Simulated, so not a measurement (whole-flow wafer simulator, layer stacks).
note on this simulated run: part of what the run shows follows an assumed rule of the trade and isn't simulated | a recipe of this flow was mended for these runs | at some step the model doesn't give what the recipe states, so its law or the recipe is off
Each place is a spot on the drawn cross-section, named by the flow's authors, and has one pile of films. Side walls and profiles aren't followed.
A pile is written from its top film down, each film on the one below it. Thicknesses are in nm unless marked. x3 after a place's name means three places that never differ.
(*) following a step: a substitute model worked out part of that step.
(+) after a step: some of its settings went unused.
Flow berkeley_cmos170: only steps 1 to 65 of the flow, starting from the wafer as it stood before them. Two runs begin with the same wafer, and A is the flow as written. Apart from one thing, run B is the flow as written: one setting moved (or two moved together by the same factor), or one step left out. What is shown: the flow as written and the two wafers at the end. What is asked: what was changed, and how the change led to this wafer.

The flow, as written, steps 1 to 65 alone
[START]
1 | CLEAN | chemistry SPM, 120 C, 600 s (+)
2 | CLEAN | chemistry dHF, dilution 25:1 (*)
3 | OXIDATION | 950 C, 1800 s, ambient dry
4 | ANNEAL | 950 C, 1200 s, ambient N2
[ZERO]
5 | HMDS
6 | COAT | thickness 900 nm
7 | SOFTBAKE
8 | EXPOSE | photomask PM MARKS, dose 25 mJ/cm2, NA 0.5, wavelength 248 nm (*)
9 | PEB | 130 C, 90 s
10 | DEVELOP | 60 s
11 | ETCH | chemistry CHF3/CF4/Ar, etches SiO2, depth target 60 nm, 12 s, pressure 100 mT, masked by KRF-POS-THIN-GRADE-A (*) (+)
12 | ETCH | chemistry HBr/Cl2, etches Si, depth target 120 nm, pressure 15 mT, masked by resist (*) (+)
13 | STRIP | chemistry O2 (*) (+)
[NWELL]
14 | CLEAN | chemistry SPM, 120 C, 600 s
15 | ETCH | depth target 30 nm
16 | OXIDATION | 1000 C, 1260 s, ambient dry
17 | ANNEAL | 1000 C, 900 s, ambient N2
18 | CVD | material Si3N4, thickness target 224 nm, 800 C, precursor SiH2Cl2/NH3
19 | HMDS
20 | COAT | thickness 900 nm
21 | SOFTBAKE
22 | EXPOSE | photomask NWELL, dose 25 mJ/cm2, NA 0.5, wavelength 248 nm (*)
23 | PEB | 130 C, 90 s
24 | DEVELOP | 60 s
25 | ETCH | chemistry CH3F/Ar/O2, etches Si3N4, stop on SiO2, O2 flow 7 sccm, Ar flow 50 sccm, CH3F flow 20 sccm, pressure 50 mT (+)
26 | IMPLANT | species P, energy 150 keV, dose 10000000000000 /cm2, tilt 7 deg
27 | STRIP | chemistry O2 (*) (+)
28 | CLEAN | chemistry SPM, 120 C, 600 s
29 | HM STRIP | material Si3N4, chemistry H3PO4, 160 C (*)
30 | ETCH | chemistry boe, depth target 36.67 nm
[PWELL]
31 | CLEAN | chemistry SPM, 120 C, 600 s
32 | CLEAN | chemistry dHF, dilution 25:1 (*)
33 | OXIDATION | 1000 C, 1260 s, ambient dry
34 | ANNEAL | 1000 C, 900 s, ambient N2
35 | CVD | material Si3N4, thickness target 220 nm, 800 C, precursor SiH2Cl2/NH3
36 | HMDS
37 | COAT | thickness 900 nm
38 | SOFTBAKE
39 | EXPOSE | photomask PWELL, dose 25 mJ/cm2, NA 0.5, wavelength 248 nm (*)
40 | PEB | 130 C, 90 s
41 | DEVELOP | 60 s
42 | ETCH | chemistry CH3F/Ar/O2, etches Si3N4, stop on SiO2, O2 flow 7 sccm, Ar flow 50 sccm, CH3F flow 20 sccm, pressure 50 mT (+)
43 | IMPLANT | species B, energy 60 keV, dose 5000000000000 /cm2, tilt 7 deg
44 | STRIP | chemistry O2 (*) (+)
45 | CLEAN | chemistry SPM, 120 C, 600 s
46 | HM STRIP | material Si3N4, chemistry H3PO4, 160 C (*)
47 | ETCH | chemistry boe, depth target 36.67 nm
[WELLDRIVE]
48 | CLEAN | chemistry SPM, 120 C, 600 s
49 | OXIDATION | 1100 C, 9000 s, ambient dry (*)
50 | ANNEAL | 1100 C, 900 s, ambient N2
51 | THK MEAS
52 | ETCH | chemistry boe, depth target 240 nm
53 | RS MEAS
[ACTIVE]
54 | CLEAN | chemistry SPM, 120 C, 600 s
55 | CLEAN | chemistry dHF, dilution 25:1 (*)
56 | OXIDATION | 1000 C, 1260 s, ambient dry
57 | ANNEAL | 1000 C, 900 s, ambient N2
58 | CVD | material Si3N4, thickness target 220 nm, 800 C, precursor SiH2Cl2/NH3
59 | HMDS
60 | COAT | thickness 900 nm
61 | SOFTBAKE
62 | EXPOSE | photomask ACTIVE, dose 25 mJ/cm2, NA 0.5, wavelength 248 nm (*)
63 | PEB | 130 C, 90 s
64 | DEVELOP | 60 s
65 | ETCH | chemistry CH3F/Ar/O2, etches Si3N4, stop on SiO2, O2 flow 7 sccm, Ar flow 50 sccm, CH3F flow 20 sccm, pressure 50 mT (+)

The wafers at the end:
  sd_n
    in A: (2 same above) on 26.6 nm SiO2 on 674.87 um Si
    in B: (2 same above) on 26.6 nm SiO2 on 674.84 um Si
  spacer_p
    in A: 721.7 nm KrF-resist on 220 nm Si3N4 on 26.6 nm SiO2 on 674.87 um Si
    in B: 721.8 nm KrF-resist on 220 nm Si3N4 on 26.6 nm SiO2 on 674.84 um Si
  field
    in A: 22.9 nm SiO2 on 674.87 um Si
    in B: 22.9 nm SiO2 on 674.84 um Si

The reason: step 3, OXIDATION: 1199 C was run, whereas the flow has 950 C.

The path from the change to this, step by step:
  3 | OXIDATION | 950 C, 1800 s, ambient dry
      field, mark, sd_n and 10 more: A SiO2 gains 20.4 (new film), Si loses 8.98 | B SiO2 gains 122.2 (new film), Si loses 53.8
  11 | ETCH | chemistry CHF3/CF4/Ar, etches SiO2, depth target 60 nm, 12 s, pressure 100 mT, masked by KRF-POS-THIN-GRADE-A (*) (+)
      mark: A SiO2 loses 20.4 (all of it), Si loses 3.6 | B SiO2 loses 60
  12 | ETCH | chemistry HBr/Cl2, etches Si, depth target 120 nm, pressure 15 mT, masked by resist (*) (+)
      mark: A Si loses 120 | B SiO2 loses 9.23
  13 | STRIP | chemistry O2 (*) (+)
      mark: A chemical SiO2 gains 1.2 (new film), Si loses 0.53 | B nothing
  15 | ETCH | depth target 30 nm
      field, sd_n, spacer_n and 9 more: A SiO2 loses 20.4 (all of it) | B SiO2 loses 30
      mark: A chemical SiO2 loses 1.2 (all of it) | B SiO2 loses 30
  16 | OXIDATION | 1000 C, 1260 s, ambient dry
      field, sd_n, spacer_n and 9 more: A SiO2 gains 26.6 (new film), Si loses 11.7 | B SiO2 gains 8.49, Si loses 3.74
      mark: A SiO2 gains 26.6 (new film), Si loses 11.7 | B SiO2 gains 13.4, Si loses 5.88
  30 | ETCH | chemistry boe, depth target 36.67 nm
      field, sd_n, spacer_n and 6 more: A SiO2 loses 19.6 (all of it) | B SiO2 loses 36.7
      sd_p, spacer_p, gate_p: A SiO2 loses 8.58 (all of it) | B SiO2 loses 36.7
      (and at 1 other place as well)
  31 | CLEAN | chemistry SPM, 120 C, 600 s
      field, sd_n, spacer_n and 9 more: A chemical SiO2 gains 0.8 (new film), Si loses 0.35 | B nothing
  32 | CLEAN | chemistry dHF, dilution 25:1 (*)
      field, sd_n, spacer_n and 6 more: A chemical SiO2 loses 0.8 (all of it) | B SiO2 loses 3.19
      sd_p, spacer_p, gate_p: A chemical SiO2 loses 0.8 (all of it) | B SiO2 loses 3.52
  33 | OXIDATION | 1000 C, 1260 s, ambient dry
      field, sd_n, spacer_n and 6 more: A SiO2 gains 26.6 (new film), Si loses 11.7 | B SiO2 gains 10.3, Si loses 4.54
      sd_p, spacer_p, gate_p: A SiO2 gains 26.6 (new film), Si loses 11.7 | B SiO2 gains 11, Si loses 4.85
  47 | ETCH | chemistry boe, depth target 36.67 nm
      field, sd_n, spacer_n and 6 more: A SiO2 loses 8.89 (all of it) | B SiO2 loses 36.7
      sd_p, spacer_p, gate_p: A SiO2 loses 19.7 (all of it) | B SiO2 loses 36.7
  48 | CLEAN | chemistry SPM, 120 C, 600 s
      field, sd_n, spacer_n and 9 more: A chemical SiO2 gains 0.8 (new film), Si loses 0.35 | B nothing
  49 | OXIDATION | 1100 C, 9000 s, ambient dry (*)
      field, sd_n, spacer_n and 6 more: A SiO2 gains 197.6 (new film), chemical SiO2 loses 0.8 (all of it), Si loses 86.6 | B SiO2 gains 189.8, Si loses 83.5
      sd_p, spacer_p, gate_p: A SiO2 gains 197.6 (new film), chemical SiO2 loses 0.8 (all of it), Si loses 86.6 | B SiO2 gains 189.6, Si loses 83.4
